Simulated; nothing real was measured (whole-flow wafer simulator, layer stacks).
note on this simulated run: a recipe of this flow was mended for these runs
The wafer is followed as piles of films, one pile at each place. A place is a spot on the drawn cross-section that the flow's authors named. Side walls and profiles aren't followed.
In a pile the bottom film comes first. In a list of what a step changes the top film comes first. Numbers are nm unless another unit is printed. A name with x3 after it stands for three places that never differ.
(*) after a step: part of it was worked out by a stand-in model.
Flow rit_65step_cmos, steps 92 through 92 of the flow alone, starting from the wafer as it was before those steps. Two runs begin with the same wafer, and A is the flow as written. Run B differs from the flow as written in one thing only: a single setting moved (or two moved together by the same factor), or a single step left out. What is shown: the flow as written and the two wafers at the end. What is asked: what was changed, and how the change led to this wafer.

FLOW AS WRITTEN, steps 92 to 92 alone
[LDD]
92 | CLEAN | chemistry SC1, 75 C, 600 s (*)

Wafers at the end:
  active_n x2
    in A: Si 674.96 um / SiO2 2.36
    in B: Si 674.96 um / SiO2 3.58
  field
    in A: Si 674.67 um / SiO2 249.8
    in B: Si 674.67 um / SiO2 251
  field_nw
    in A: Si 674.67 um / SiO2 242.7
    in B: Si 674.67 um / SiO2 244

Cause: step 92, CLEAN: 60 C was run, while the flow as written has 75 C.

Step by step, how the change led to this:
  92 | CLEAN | chemistry SC1, 75 C, 600 s (*)
      field, field_pw, field_nw, field_p, active_n x2, spacer x6: A SiO2 loses 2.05 | B SiO2 loses 0.83
      gate_n x2: A chemical SiO2 loses 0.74, poly-Si loses 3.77 | B chemical SiO2 loses 0.74, poly-Si loses 0.97
